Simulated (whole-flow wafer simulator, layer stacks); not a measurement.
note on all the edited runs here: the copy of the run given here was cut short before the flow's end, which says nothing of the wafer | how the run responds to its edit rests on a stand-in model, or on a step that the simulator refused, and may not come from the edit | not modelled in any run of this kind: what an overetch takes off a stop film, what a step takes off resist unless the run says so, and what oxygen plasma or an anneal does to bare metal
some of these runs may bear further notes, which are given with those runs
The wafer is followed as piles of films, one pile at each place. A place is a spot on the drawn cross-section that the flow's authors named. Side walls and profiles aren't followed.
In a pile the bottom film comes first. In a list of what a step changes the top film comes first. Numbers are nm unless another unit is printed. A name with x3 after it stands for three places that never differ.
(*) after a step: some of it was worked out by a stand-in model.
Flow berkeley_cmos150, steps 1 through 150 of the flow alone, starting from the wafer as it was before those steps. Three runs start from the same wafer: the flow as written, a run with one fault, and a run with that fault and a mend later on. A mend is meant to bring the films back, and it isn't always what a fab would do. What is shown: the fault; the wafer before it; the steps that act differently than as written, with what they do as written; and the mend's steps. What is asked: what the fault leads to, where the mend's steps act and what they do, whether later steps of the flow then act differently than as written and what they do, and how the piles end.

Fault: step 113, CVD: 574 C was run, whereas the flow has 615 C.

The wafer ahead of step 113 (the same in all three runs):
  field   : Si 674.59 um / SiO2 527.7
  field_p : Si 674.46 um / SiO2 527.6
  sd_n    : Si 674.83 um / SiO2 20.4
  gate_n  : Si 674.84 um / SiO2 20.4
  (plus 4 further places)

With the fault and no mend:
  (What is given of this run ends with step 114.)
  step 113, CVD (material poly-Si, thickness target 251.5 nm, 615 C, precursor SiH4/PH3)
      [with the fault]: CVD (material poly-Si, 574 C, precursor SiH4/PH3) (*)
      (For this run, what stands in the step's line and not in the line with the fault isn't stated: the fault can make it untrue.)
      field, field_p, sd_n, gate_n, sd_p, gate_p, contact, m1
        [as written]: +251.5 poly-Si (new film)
        [with the fault]: +92.3 poly-Si (new film)
  Later steps of the flow up to step 114 that are run all act as written at every place that is followed.
  Once step 114 is done, the piles at field, field_p, sd_n, gate_n, sd_p, gate_p, contact, m1 depart from the flow's by more than 2% or 0.5 nm, whichever is larger.
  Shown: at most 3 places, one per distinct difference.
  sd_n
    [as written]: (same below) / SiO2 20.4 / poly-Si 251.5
    [with the fault]: (same below) / SiO2 20.4 / poly-Si 92.3
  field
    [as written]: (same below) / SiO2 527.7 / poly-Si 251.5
    [with the fault]: (same below) / SiO2 527.7 / poly-Si 92.3
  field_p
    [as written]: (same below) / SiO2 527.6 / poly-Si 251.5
    [with the fault]: (same below) / SiO2 527.6 / poly-Si 92.3

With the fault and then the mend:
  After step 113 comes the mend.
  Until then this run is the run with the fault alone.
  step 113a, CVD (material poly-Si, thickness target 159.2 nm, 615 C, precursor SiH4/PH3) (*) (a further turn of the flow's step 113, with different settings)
      field, field_p, sd_n, gate_n, sd_p, gate_p, contact, m1
        +159.2 poly-Si
  Later steps of the flow that are run all act as written at every place that is followed, up to a difference of at most 2% or 0.5 nm, whichever is larger.
  When the end is reached, the piles differ only a little from the flow's at the places that both follow, at most by 2% or 0.5 nm, whichever is larger.
